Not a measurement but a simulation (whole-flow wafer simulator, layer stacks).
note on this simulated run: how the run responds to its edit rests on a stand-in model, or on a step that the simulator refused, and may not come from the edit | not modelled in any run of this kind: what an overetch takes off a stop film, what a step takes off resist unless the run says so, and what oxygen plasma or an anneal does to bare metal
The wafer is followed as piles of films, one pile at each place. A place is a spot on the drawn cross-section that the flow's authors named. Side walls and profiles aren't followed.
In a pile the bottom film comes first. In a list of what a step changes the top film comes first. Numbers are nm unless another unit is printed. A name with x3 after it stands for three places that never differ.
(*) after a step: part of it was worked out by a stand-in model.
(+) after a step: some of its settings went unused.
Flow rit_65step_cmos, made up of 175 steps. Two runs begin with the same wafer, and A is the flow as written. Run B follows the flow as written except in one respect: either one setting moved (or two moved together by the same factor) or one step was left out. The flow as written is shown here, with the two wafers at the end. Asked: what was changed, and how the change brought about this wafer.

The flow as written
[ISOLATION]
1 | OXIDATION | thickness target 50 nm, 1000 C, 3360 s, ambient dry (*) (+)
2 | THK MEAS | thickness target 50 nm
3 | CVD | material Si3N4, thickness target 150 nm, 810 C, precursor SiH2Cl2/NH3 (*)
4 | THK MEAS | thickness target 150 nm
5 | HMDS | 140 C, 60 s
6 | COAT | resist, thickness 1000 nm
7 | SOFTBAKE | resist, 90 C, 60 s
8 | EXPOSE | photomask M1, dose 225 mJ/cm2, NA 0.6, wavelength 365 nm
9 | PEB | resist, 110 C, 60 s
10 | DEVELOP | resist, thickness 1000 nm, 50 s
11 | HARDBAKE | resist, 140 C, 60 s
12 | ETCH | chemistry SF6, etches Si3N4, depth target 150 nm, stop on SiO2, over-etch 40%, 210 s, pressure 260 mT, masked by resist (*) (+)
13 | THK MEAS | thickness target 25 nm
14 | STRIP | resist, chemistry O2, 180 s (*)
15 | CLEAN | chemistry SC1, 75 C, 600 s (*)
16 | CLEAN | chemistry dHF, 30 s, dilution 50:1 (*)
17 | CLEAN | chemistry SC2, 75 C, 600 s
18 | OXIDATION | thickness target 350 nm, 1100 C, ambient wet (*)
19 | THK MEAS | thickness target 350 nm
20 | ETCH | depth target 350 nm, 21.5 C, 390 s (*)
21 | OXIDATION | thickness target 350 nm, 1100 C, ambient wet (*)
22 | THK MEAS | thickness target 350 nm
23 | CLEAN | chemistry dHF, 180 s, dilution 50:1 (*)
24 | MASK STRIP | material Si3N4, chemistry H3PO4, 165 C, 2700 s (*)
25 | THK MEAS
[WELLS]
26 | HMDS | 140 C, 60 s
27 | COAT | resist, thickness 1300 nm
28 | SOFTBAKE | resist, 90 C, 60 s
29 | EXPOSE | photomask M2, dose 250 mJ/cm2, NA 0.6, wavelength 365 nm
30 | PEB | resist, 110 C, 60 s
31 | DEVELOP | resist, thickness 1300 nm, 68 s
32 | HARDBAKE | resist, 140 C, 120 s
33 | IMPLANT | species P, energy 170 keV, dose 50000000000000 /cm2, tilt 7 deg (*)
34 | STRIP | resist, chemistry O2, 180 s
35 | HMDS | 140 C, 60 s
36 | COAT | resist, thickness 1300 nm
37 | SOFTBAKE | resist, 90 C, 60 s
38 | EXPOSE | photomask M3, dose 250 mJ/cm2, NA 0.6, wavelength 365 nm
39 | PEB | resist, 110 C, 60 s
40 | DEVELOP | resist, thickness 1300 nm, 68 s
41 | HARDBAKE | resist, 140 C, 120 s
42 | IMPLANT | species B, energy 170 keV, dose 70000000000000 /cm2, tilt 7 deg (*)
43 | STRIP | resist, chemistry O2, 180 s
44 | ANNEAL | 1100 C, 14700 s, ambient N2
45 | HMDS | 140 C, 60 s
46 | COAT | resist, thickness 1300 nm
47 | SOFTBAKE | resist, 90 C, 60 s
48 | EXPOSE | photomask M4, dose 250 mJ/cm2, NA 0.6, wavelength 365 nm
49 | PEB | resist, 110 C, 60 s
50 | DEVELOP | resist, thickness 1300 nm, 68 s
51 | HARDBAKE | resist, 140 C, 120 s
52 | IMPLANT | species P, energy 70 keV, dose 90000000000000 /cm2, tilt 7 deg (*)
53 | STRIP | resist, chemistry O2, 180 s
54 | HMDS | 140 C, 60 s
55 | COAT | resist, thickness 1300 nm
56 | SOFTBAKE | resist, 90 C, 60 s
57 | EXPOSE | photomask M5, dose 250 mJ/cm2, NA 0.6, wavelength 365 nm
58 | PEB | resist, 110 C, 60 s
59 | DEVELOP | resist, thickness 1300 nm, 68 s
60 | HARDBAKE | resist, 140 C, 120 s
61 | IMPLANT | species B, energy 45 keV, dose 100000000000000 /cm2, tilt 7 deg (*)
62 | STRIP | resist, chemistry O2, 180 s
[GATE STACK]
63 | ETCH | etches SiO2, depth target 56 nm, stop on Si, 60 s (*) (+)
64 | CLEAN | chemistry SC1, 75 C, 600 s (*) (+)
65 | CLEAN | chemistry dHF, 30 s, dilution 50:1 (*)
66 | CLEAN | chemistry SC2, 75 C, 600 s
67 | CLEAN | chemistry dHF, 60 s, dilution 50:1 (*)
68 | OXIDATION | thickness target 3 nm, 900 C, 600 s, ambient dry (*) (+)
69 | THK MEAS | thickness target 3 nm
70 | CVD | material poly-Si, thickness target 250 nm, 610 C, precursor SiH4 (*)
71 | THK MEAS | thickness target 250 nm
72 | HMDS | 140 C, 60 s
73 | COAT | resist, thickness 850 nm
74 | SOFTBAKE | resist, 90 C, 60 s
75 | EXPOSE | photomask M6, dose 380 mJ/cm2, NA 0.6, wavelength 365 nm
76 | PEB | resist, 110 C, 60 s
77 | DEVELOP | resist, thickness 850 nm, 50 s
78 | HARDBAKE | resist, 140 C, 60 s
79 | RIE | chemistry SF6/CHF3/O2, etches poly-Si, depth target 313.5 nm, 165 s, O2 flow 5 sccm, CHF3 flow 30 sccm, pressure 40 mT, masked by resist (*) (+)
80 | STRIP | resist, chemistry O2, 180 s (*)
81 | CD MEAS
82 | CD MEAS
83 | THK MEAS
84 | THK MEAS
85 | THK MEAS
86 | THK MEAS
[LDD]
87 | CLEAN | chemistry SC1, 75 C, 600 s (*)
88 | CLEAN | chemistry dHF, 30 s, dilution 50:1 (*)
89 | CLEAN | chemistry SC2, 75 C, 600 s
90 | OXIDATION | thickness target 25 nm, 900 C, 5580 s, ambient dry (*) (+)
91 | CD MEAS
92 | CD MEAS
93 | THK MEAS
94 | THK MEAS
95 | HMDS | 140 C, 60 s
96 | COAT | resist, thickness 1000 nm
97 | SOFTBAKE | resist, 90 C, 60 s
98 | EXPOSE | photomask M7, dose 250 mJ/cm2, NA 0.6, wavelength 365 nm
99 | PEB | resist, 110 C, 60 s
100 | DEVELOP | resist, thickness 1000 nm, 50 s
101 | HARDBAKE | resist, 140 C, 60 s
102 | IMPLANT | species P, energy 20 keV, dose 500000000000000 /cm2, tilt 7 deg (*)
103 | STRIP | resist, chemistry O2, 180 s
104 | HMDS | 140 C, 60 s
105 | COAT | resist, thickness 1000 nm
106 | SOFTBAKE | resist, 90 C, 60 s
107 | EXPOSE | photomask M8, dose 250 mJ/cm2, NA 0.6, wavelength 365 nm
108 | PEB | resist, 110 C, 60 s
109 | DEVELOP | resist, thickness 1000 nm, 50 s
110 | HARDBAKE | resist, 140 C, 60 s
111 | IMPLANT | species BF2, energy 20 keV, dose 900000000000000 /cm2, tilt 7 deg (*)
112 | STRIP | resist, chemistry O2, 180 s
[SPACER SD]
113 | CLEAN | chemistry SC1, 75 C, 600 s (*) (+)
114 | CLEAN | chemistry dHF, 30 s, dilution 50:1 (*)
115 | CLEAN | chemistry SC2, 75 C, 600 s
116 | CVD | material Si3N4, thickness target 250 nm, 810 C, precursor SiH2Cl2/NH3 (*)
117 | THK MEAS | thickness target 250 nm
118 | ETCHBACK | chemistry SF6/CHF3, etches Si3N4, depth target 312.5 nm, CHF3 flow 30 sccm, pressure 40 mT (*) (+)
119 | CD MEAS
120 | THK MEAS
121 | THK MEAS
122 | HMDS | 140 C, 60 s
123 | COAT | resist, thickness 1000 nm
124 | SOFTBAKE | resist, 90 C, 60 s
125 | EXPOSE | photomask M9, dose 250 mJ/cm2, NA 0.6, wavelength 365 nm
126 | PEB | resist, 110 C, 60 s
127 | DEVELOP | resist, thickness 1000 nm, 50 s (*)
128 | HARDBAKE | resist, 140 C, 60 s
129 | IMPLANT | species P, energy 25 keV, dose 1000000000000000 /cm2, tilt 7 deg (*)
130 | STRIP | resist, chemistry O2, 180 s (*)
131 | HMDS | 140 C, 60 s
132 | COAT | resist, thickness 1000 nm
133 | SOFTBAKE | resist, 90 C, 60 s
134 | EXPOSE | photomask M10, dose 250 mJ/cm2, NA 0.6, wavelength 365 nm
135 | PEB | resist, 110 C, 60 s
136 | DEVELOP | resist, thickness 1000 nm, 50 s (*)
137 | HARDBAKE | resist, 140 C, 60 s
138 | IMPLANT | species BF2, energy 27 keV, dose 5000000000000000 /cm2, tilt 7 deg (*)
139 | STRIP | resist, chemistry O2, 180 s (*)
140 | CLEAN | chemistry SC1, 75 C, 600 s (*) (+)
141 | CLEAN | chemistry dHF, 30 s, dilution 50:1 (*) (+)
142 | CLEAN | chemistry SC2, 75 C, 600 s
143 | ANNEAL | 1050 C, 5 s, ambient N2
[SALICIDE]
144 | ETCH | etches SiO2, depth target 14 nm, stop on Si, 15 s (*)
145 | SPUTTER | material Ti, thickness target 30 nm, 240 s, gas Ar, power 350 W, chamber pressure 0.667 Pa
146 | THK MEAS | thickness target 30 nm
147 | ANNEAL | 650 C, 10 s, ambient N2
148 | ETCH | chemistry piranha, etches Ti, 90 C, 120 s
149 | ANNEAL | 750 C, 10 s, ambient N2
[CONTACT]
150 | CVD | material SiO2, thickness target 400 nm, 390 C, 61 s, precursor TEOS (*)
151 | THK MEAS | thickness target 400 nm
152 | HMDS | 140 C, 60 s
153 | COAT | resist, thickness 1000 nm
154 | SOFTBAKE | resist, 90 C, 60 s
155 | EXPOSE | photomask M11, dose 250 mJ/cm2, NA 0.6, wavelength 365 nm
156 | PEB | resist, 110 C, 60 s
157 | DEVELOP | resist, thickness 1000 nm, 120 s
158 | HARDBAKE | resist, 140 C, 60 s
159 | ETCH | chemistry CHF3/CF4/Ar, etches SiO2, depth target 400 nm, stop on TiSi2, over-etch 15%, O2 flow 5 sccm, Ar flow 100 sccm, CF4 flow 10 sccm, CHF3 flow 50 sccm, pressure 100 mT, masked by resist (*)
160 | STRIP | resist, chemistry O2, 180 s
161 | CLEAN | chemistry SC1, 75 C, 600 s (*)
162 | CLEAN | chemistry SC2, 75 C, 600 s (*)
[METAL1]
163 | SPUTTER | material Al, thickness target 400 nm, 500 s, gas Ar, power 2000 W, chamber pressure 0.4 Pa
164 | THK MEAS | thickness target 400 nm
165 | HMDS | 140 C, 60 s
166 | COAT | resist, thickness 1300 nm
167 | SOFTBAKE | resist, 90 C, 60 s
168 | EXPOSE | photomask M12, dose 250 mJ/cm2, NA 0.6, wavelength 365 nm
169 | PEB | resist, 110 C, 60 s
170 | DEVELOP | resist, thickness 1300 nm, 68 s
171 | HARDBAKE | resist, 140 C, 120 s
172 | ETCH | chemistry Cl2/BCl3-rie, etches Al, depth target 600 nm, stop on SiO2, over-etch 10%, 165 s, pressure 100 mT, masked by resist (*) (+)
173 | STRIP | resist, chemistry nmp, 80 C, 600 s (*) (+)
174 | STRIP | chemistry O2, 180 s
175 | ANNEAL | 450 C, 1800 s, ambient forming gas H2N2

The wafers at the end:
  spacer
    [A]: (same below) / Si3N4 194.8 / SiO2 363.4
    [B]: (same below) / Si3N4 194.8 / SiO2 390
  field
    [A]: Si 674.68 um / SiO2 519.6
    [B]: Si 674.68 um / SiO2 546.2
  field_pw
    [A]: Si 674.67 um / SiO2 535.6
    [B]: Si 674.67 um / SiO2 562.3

The reason: step 163, SPUTTER: thickness target 613 nm was run, while the flow as written has thickness target 400 nm; step 163, SPUTTER: 766 s was run, where the flow has 500 s.

How this came from the change, step by step:
  163 | SPUTTER | material Al, thickness target 400 nm, 500 s, gas Ar, power 2000 W, chamber pressure 0.4 Pa
      field, field_pw, field_p, spacer, spacer_p: A +400 Al (new film) | B +613 Al (new film)
      gate_n, gate_p: A +396 Al (new film) | B +559.4 Al (new film)
      (as well as at 1 more place)
  166 | COAT | resist, thickness 1300 nm
      gate_n: A +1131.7 resist (new film) | B +1183.9 resist (new film)
      gate_p: A +1135.6 resist (new film) | B +1187.2 resist (new film)
  169 | PEB | resist, 110 C, 60 s
      gate_n: A -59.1 resist | B -62 resist
      gate_p: A -59.3 resist | B -62.2 resist
  170 | DEVELOP | resist, thickness 1300 nm, 68 s
      gate_n: A -1072.6 resist (all of it) | B -1121.9 resist (all of it)
      gate_p: A -1076.3 resist (all of it) | B -1125 resist (all of it)
  172 | ETCH | chemistry Cl2/BCl3-rie, etches Al, depth target 600 nm, stop on SiO2, over-etch 10%, 165 s, pressure 100 mT, masked by resist (*) (+)
      field, field_pw, field_p, spacer, spacer_p: A -400 Al (all of it), -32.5 SiO2 | B -613 Al (all of it), -5.88 SiO2
      gate_n, gate_p: A -396 Al (all of it), -33 SiO2 | B -559.4 Al (all of it), -12.6 SiO2
      (as well as at 1 more place)
